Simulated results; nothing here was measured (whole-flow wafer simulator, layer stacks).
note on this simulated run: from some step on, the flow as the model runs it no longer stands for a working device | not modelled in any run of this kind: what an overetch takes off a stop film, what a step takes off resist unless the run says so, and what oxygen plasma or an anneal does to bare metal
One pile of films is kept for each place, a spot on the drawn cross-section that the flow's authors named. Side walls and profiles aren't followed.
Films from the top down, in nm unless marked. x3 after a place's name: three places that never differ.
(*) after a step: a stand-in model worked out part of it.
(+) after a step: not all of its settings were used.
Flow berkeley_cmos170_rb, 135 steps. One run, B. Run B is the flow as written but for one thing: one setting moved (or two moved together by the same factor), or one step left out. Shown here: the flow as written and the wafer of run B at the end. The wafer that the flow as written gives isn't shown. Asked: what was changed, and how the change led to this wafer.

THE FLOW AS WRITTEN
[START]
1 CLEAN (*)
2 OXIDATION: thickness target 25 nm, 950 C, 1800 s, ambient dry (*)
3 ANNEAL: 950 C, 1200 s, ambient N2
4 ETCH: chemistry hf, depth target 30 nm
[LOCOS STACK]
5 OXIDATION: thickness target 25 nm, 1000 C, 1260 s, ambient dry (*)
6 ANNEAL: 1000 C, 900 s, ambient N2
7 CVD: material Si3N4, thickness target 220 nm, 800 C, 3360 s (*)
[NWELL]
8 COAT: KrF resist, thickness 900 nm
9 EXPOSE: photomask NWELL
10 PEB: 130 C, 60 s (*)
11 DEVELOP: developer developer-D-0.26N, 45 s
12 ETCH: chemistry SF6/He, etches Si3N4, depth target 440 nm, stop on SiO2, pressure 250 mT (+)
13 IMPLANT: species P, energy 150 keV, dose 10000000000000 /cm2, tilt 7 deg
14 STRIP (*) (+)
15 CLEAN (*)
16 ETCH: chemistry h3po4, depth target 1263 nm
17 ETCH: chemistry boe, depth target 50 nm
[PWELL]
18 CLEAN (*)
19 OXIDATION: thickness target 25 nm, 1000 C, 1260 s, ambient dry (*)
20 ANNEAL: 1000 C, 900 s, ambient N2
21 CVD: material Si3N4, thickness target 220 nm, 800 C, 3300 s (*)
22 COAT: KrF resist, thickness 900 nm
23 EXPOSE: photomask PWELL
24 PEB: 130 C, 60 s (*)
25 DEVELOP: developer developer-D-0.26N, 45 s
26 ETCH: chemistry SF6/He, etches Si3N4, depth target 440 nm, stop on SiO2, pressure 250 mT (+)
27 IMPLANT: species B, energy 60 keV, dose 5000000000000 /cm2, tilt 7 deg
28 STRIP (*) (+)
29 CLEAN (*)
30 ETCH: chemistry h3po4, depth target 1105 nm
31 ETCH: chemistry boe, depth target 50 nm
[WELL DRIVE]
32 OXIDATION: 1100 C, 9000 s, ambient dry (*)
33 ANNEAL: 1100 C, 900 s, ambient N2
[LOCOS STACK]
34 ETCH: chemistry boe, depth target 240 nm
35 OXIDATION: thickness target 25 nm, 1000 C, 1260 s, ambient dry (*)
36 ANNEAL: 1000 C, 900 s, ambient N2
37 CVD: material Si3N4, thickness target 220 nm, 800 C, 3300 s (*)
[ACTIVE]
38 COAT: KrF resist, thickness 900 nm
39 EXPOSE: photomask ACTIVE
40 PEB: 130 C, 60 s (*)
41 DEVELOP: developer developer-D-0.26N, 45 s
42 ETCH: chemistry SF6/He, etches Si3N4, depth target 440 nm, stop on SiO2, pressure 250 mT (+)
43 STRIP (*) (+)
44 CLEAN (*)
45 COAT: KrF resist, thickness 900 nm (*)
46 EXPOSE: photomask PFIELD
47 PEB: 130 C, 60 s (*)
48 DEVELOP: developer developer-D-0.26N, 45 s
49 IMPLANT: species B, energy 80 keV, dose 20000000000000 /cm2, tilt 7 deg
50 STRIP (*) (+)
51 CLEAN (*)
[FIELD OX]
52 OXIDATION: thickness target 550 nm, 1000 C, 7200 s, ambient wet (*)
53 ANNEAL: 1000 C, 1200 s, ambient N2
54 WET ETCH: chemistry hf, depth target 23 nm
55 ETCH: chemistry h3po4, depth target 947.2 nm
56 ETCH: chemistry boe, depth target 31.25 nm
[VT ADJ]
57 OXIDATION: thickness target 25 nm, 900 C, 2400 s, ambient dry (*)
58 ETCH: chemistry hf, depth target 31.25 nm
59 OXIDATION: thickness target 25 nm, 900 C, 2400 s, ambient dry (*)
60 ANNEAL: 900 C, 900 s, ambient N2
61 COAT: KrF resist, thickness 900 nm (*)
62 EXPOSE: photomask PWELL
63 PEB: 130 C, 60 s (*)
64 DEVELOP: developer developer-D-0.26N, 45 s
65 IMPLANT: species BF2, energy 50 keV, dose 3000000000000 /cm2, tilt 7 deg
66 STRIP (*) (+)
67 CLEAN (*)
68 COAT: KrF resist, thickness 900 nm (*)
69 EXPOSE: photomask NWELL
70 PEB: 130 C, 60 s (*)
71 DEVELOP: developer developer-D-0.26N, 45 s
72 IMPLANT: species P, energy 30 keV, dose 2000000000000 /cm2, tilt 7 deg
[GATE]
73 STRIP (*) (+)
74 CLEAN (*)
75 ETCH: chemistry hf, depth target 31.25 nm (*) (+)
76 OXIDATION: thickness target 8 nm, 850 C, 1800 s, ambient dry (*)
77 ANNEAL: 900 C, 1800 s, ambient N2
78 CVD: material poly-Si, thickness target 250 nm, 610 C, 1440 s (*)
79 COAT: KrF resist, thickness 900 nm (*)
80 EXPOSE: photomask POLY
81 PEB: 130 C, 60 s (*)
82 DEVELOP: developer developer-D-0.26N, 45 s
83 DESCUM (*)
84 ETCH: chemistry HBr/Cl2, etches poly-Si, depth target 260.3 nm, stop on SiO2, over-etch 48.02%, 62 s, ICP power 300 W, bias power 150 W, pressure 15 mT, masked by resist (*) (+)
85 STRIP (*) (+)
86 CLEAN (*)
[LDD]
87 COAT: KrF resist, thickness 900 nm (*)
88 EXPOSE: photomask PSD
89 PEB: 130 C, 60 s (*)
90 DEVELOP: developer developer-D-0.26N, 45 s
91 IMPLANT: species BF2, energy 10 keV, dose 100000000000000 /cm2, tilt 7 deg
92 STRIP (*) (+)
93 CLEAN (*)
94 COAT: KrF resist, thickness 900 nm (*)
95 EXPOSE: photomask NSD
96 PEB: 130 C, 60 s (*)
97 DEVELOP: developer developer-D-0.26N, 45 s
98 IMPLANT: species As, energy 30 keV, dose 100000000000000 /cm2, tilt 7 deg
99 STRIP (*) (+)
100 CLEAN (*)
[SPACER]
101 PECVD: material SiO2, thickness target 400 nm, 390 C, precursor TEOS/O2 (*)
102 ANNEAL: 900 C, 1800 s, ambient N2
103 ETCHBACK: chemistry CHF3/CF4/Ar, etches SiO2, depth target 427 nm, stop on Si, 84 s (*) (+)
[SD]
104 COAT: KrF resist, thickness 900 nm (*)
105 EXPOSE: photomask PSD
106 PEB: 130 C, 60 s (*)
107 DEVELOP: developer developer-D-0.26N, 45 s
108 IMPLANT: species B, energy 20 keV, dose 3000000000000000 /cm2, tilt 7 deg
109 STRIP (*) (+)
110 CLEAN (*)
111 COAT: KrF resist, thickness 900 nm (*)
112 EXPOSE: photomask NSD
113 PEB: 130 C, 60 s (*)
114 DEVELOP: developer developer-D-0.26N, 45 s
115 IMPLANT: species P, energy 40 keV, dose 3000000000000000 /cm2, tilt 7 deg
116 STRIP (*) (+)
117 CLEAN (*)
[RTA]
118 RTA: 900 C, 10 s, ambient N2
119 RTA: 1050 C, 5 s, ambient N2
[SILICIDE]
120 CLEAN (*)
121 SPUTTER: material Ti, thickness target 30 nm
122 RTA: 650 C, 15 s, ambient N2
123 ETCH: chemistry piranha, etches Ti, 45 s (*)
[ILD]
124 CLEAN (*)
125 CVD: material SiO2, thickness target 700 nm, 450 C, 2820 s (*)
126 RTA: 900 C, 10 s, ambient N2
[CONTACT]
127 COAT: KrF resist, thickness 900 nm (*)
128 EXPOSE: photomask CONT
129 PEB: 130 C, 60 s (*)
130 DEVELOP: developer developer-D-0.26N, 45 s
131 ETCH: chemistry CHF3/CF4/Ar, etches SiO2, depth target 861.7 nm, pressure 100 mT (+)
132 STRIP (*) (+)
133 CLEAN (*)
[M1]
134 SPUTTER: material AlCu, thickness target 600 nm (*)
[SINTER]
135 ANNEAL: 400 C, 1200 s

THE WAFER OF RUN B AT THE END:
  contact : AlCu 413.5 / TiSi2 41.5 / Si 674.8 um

The cause: step 131, ETCH: depth target 990.9 nm was run, where the flow has depth target 861.7 nm.

How the change led to this, step by step:
  131 ETCH: chemistry CHF3/CF4/Ar, etches SiO2, depth target 861.7 nm, pressure 100 mT (+)
      field, sd_n, spacer_n, gate, sd_p, spacer_p, gate_p, m1: KrF resist -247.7 (as written it would be: KrF resist -215.4)
      contact: SiO2 -700 (all of it), TiSi2 -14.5 (as written it would be: SiO2 -700 (all of it), TiSi2 -8.08)
  132 STRIP (*) (+)
      field: KrF resist -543 (all of it) (as written it would be: KrF resist -575.3 (all of it))
      sd_n: KrF resist -748.1 (all of it) (as written it would be: KrF resist -780.4 (all of it))
      (and at 6 more places)
